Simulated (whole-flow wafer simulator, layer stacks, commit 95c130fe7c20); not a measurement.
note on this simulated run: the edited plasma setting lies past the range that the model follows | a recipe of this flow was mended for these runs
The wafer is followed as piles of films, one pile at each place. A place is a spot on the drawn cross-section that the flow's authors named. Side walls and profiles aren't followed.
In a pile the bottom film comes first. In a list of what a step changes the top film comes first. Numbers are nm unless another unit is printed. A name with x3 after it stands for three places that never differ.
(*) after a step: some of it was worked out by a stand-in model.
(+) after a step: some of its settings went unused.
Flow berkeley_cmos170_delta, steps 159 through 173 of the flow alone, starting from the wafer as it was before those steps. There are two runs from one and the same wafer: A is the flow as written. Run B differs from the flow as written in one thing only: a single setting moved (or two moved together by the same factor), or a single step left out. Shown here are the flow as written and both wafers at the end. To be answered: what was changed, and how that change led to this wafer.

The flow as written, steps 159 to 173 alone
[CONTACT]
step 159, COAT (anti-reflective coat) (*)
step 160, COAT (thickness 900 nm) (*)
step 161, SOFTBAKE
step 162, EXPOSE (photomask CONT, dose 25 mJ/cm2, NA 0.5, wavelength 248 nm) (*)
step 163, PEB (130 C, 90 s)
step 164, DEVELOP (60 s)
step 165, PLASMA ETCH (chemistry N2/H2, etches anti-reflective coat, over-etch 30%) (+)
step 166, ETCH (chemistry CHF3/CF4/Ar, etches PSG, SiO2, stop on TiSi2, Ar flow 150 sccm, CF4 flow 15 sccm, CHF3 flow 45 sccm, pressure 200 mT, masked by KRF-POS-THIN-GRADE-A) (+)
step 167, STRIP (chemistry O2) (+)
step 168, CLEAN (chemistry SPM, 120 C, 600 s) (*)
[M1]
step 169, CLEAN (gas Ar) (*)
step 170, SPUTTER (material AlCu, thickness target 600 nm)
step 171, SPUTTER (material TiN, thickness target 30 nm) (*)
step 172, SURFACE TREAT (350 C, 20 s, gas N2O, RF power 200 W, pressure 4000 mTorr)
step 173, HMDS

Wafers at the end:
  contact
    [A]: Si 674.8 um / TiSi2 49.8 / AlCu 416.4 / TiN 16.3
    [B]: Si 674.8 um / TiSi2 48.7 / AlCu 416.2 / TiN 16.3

What caused this: step 166, ETCH: pressure 128 mT was run, though the flow has pressure 200 mT.

The path from the change to this, step by step:
  step 166, ETCH (chemistry CHF3/CF4/Ar, etches PSG, SiO2, stop on TiSi2, Ar flow 150 sccm, CF4 flow 15 sccm, CHF3 flow 45 sccm, pressure 200 mT, masked by KRF-POS-THIN-GRADE-A) (+)
      field, sd_n, spacer_n, gate, sd_p, spacer_p, gate_p, m1: A -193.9 KrF-resist | B -237.3 KrF-resist
      contact: A -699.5 PSG (all of it), -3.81 TiSi2 | B -699.5 PSG (all of it), -4.87 TiSi2
  step 167, STRIP (chemistry O2) (+)
      field: A -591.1 KrF-resist (all of it), -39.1 anti-reflective coat (all of it) | B -547.8 KrF-resist (all of it), -39.1 anti-reflective coat (all of it)
      sd_n: A -614.4 KrF-resist (all of it), -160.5 anti-reflective coat (all of it) | B -571.1 KrF-resist (all of it), -160.5 anti-reflective coat (all of it)
      (as well as at 6 more places)
